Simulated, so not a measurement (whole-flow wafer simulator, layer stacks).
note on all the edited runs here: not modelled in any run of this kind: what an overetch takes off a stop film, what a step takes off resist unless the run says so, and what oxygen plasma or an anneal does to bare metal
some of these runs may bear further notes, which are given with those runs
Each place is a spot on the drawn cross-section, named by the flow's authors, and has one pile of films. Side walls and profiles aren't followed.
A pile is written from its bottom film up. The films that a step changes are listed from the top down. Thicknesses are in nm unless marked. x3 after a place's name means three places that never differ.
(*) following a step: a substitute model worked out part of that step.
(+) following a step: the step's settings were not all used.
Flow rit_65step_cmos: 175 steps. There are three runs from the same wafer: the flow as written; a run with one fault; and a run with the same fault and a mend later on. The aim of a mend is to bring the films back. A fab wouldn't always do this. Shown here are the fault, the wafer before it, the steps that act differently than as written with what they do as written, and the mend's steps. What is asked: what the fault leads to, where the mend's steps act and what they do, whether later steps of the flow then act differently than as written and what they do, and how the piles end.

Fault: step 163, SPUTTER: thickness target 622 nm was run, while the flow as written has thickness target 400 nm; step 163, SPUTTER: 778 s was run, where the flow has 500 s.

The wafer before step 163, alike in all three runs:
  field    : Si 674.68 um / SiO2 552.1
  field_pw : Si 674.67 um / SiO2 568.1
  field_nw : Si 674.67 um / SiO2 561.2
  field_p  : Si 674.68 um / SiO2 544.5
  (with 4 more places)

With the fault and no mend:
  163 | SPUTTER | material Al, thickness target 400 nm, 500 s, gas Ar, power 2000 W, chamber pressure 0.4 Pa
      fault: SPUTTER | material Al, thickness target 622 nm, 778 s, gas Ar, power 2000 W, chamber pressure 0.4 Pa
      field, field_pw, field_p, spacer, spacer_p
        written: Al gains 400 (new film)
        fault: Al gains 622 (new film)
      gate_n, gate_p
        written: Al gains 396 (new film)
        fault: Al gains 563.8 (new film)
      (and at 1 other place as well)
  Later steps of the flow acting differently than as written:
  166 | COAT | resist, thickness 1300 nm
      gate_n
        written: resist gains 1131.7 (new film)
        fault: resist gains 1188.7 (new film)
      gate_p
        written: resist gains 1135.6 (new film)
        fault: resist gains 1191.8 (new film)
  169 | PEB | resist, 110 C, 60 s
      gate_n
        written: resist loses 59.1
        fault: resist loses 62.2
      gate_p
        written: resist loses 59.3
        fault: resist loses 62.4
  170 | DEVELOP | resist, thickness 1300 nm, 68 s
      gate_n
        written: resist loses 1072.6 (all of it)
        fault: resist loses 1126.4 (all of it)
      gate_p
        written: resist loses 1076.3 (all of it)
        fault: resist loses 1129.4 (all of it)
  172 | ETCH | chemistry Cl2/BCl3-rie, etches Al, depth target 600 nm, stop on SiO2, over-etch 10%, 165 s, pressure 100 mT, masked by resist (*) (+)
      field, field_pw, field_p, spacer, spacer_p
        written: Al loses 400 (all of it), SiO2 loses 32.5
        fault: Al loses 622 (all of it), SiO2 loses 4.75
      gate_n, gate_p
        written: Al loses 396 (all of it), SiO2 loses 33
        fault: Al loses 563.8 (all of it), SiO2 loses 12
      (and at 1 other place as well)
  The piles end different from the flow's at field, field_pw, field_nw, field_p, gate_n, gate_p, spacer, spacer_p by more than 2% or 0.5 nm, whichever is larger.
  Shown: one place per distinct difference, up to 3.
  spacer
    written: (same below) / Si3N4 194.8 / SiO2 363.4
    fault: (same below) / Si3N4 194.8 / SiO2 391.2
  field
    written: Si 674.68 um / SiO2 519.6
    fault: Si 674.68 um / SiO2 547.4
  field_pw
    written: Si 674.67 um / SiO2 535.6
    fault: Si 674.67 um / SiO2 563.4

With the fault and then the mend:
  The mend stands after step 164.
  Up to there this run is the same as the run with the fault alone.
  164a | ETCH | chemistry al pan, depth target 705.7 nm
      field, field_pw, field_nw, field_p, spacer, spacer_p
        Al loses 622 (all of it)
      gate_n, gate_p
        Al loses 563.8 (all of it)
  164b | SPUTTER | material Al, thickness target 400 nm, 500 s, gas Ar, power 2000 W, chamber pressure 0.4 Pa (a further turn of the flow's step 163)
      field, field_pw, field_p, spacer, spacer_p
        Al gains 400 (new film)
      gate_n, gate_p
        Al gains 396 (new film)
      field_nw
        Al gains 397.2 (new film)
  Later steps of the flow that are run all act as written at every place that is followed.
  The piles end the same as the flow's at every place that both follow.
